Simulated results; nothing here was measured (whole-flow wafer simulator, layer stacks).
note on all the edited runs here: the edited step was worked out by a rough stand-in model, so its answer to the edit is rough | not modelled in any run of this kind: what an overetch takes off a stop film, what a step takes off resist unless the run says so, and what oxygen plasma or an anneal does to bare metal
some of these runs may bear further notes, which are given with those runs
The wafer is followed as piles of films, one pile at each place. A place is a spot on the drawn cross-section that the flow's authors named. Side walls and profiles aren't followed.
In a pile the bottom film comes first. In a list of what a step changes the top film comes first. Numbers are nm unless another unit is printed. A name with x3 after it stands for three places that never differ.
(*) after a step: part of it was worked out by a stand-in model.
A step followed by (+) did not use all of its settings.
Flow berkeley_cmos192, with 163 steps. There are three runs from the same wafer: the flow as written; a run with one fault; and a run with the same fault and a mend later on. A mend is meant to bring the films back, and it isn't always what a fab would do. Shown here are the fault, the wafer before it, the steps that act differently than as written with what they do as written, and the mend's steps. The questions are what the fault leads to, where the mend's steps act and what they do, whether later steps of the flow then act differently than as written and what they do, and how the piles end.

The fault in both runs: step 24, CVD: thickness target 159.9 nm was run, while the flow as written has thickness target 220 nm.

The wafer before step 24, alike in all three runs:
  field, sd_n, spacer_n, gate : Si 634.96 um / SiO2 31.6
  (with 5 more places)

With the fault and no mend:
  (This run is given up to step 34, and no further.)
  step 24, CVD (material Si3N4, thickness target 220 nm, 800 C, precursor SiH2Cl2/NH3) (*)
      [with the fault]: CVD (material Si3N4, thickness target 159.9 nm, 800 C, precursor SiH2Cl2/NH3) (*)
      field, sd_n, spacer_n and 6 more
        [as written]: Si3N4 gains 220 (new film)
        [with the fault]: Si3N4 gains 159.9 (new film)
  Later steps of the flow acting differently than as written:
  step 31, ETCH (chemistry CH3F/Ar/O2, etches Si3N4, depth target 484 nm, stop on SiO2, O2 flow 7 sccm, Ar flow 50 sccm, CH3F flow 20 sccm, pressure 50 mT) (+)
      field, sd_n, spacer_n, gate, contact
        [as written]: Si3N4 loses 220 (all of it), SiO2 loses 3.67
        [with the fault]: Si3N4 loses 159.9 (all of it), SiO2 loses 3.67
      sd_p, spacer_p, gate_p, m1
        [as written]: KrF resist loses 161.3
        [with the fault]: KrF resist loses 121.3
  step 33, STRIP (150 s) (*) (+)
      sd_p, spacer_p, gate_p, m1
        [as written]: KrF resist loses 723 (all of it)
        [with the fault]: KrF resist loses 763.1 (all of it)
  Once step 34 is done, the piles at sd_p, spacer_p, gate_p, m1 depart from the flow's by more than 2% or 0.5 nm, whichever is larger.
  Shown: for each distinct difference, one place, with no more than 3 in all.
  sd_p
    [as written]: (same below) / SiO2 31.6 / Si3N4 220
    [with the fault]: (same below) / SiO2 31.6 / Si3N4 159.9

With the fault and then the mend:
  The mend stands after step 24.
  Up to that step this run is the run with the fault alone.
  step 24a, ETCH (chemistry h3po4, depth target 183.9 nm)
      field, sd_n, spacer_n and 6 more
        Si3N4 loses 159.9 (all of it)
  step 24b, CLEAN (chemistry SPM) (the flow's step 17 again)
      alters no film at any place that is followed
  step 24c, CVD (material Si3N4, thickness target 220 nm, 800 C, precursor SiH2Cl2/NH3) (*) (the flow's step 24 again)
      field, sd_n, spacer_n and 6 more
        Si3N4 gains 220 (new film)
  Later steps of the flow that are run all act as written at every place that is followed.
  By the end, the piles equal the flow's at every place that both follow.
